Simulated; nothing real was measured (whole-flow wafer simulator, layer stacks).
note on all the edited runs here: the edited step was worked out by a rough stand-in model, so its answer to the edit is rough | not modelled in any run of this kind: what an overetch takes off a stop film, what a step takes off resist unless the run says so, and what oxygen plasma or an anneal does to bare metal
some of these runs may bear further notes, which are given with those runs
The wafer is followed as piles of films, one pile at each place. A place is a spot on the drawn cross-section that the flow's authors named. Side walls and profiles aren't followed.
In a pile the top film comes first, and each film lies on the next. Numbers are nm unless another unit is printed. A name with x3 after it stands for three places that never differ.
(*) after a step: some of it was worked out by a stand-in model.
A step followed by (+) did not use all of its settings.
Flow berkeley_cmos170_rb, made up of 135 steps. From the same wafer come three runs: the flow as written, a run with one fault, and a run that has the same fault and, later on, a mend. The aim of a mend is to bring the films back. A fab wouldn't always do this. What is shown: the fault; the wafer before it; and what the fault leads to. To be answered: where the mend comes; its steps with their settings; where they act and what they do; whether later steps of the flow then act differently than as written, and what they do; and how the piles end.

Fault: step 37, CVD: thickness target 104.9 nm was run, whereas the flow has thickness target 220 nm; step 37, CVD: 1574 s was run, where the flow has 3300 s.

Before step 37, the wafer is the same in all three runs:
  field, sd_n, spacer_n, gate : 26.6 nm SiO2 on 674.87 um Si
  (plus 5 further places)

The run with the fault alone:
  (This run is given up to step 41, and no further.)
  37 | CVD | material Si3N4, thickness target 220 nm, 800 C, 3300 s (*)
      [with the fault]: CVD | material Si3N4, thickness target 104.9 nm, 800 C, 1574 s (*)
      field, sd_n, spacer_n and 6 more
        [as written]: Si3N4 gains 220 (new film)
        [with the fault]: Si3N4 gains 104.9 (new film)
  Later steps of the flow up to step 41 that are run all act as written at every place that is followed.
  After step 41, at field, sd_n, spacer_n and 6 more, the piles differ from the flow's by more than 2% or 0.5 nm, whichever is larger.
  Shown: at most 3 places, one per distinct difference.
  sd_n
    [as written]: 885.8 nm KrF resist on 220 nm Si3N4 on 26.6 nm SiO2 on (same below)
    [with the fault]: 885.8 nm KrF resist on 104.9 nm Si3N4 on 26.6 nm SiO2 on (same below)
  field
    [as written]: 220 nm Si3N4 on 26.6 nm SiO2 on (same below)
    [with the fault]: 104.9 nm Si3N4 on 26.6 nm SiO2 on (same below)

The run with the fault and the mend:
  The mend follows step 41.
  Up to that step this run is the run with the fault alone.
  41a | STRIP (*) (+)
      sd_n, spacer_n, gate, sd_p, spacer_p, gate_p, contact, m1
        KrF resist loses 885.8 (all of it)
  41b | CLEAN (*)
      leaves every film unchanged at each place that is followed
  41c | CVD | material Si3N4, thickness target 115.1 nm, 800 C, 1726 s (*) (a further turn of the flow's step 37, with different settings)
      field, sd_n, spacer_n and 6 more
        Si3N4 gains 115.1
  41d | COAT | KrF resist, thickness 900 nm (a further turn of the flow's step 38)
      field, sd_n, spacer_n and 6 more
        KrF resist gains 900 (new film)
  41e | EXPOSE | photomask ACTIVE (a further turn of the flow's step 39)
      leaves every film unchanged at each place that is followed
  41f | PEB | 130 C, 60 s (*) (a further turn of the flow's step 40)
      leaves every film unchanged at each place that is followed
  41g | DEVELOP | developer developer-D-0.26N, 45 s (a further turn of the flow's step 41)
      sd_n, spacer_n, gate, sd_p, spacer_p, gate_p, contact, m1
        KrF resist loses 14.2
      field
        KrF resist loses 900 (all of it)
  Later steps of the flow that are run all act as written at every place that is followed.
  The piles end the same as the flow's at every place that both follow.
